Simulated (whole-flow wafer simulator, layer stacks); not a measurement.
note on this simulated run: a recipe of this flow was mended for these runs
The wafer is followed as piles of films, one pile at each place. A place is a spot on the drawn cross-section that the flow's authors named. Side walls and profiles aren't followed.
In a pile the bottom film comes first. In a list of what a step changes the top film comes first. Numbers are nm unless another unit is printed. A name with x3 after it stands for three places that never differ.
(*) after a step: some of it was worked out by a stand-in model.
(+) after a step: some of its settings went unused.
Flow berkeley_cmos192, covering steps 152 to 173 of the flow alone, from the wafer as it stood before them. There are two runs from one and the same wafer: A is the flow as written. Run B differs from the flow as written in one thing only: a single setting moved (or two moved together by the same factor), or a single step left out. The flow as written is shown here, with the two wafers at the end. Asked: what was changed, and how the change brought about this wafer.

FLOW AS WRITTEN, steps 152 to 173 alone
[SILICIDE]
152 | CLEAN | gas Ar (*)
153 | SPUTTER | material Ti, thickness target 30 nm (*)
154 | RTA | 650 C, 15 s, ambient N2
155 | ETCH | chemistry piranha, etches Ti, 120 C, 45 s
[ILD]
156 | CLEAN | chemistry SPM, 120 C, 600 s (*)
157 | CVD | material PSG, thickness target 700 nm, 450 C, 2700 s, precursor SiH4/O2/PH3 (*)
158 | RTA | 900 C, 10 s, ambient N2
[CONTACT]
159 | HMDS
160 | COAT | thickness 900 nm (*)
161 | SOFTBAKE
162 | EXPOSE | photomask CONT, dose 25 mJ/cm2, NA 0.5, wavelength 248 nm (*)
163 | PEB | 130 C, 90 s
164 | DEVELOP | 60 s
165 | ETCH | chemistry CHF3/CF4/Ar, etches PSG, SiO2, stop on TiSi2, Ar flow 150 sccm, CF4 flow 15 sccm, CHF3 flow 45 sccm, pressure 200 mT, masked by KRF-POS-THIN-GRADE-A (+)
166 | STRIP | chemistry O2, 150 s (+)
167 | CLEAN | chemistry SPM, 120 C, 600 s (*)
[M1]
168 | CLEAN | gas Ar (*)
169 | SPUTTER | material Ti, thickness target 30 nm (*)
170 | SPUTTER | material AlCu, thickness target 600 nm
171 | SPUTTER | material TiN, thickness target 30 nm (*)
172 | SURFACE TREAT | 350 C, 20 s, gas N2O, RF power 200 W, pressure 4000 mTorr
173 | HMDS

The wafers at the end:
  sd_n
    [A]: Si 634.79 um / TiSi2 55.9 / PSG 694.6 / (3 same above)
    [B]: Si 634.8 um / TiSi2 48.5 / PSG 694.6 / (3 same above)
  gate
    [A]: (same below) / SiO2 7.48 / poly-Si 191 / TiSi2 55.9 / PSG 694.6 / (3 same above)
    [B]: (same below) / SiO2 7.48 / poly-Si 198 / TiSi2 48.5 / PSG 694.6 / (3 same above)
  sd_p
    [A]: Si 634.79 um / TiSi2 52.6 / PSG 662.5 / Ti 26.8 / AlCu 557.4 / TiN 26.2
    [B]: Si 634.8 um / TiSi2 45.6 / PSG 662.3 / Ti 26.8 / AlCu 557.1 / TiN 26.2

What caused this: step 153, SPUTTER: thickness target 26 nm was run, while the flow as written has thickness target 30 nm.

The path from the change to this, step by step:
  153 | SPUTTER | material Ti, thickness target 30 nm (*)
      field, sd_n, spacer_n, gate, spacer_p, gate_p, contact, m1: A +30 Ti (new film) | B +26 Ti (new film)
      sd_p: A +28.2 Ti (new film) | B +24.5 Ti (new film)
  154 | RTA | 650 C, 15 s, ambient N2
      sd_n, contact, m1: A -23.4 Ti, +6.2 TiSi first (new film), +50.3 TiSi2 C49 (new film), -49 Si | B -20.3 Ti, +51.6 TiSi2 C49 (new film), -46 Si
      gate, gate_p: A -23.4 Ti, +6.2 TiSi first (new film), +50.3 TiSi2 C49 (new film), -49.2 poly-Si | B -20.3 Ti, +51.6 TiSi2 C49 (new film), -46.2 poly-Si
      (as well as at 1 more place)
  155 | ETCH | chemistry piranha, etches Ti, 120 C, 45 s
      sd_n, gate, gate_p, contact, m1: A -6.6 Ti (all of it), -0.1 TiSi first | B -5.72 Ti (all of it), -0.1 TiSi2 C49
      sd_p: A -6.21 Ti (all of it), -0.1 TiSi first | B -5.38 Ti (all of it), -0.1 TiSi2 C49
      (as well as at 3 more places)
  158 | RTA | 900 C, 10 s, ambient N2
      sd_n, contact, m1: A under 1 film: +55.9 TiSi2 (new film), -6.09 TiSi first (all of it), -50.3 TiSi2 C49 (all of it), -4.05 Si | B under 1 film: +48.5 TiSi2 (new film), -51.5 TiSi2 C49 (all of it)
      gate, gate_p: A under 1 film: +55.9 TiSi2 (new film), -6.09 TiSi first (all of it), -50.3 TiSi2 C49 (all of it), -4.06 poly-Si | B under 1 film: +48.5 TiSi2 (new film), -51.5 TiSi2 C49 (all of it)
      (as well as at 1 more place)
